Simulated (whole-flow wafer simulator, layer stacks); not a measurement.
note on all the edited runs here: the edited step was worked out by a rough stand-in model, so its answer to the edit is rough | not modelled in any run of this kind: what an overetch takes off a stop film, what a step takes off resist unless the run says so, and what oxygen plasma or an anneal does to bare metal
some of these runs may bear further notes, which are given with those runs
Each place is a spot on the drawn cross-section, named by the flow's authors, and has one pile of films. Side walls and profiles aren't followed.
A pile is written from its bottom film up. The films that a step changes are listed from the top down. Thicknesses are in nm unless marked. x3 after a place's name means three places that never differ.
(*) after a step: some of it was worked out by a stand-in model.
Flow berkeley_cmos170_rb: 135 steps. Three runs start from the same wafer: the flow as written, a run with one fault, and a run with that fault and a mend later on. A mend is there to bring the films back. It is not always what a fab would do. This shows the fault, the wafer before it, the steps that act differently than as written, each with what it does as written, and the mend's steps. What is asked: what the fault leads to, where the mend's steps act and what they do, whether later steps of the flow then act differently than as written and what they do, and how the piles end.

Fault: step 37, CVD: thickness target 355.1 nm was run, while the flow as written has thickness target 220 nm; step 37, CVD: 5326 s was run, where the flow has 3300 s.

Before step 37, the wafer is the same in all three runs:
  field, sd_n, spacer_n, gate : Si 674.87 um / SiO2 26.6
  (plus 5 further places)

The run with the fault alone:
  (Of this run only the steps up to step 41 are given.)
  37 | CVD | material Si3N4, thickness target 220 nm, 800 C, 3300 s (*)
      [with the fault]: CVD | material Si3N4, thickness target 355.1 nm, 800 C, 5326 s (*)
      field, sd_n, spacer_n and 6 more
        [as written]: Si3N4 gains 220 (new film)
        [with the fault]: Si3N4 gains 355.1 (new film)
  None of the later steps of the flow up to step 41 acts differently than as written at any place that is followed.
  After step 41, at field, sd_n, spacer_n and 6 more, the piles differ from the flow's by more than 2% or 0.5 nm, whichever is larger.
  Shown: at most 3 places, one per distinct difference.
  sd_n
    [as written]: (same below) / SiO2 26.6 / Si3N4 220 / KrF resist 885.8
    [with the fault]: (same below) / SiO2 26.6 / Si3N4 355.1 / KrF resist 885.8
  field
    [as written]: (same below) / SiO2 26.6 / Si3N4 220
    [with the fault]: (same below) / SiO2 26.6 / Si3N4 355.1

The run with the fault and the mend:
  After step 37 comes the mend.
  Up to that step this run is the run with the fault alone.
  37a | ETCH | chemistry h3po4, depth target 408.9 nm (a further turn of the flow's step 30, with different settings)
      field, sd_n, spacer_n and 6 more
        Si3N4 loses 355.1 (all of it)
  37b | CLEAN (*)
      leaves every film unchanged at each place that is followed
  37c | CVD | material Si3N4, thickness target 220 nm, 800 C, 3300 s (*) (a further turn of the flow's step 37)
      field, sd_n, spacer_n and 6 more
        Si3N4 gains 220 (new film)
  None of the later steps of the flow acts differently than as written at any place that is followed.
  The piles end the same as the flow's at every place that both follow.
